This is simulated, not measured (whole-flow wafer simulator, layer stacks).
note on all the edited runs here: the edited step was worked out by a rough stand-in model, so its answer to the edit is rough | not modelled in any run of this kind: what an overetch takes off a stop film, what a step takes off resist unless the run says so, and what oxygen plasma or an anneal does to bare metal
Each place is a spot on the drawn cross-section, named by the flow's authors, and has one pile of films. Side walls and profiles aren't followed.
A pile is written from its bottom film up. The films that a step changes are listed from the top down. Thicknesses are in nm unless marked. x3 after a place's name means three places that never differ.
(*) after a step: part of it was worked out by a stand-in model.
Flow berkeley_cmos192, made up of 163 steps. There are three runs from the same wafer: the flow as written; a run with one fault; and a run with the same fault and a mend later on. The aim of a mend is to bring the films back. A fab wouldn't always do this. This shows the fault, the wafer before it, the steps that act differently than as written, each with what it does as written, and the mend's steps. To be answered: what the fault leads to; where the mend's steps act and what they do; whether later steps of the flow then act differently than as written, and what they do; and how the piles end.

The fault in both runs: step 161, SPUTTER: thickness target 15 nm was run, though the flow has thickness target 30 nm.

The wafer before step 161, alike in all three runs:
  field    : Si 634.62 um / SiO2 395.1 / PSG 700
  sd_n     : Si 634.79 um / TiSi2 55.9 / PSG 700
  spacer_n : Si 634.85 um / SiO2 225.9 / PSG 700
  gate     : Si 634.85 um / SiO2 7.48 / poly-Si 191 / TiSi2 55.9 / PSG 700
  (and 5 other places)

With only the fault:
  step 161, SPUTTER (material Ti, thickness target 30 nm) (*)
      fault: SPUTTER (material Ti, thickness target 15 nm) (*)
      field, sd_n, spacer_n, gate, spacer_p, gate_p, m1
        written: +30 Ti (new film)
        fault: +15 Ti (new film)
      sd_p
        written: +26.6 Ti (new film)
        fault: +13.3 Ti (new film)
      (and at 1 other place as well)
  Later steps of the flow that are run all act as written at every place that is followed, up to a difference of at most 2% or 0.5 nm, whichever is larger.
  The piles end different from the flow's at field, sd_n, spacer_n and 6 more by more than 2% or 0.5 nm, whichever is larger.
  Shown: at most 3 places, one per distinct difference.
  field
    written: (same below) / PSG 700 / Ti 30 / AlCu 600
    fault: (same below) / PSG 700 / Ti 15 / AlCu 600
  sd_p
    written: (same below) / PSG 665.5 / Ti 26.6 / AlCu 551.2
    fault: (same below) / PSG 665.5 / Ti 13.3 / AlCu 552
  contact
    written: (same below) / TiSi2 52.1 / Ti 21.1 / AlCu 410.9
    fault: (same below) / TiSi2 52.1 / Ti 10.5 / AlCu 413.3

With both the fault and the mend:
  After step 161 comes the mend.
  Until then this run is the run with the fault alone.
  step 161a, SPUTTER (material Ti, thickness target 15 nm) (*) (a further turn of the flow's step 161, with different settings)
      field, sd_n, spacer_n, gate, spacer_p, gate_p, m1
        +15 Ti
      sd_p
        +13.3 Ti
      contact
        +10.5 Ti
  Later steps of the flow that are run all act as written at every place that is followed.
  At the end the piles are close to the flow's at the places that both follow, differing by at most 2% or 0.5 nm, whichever is larger.
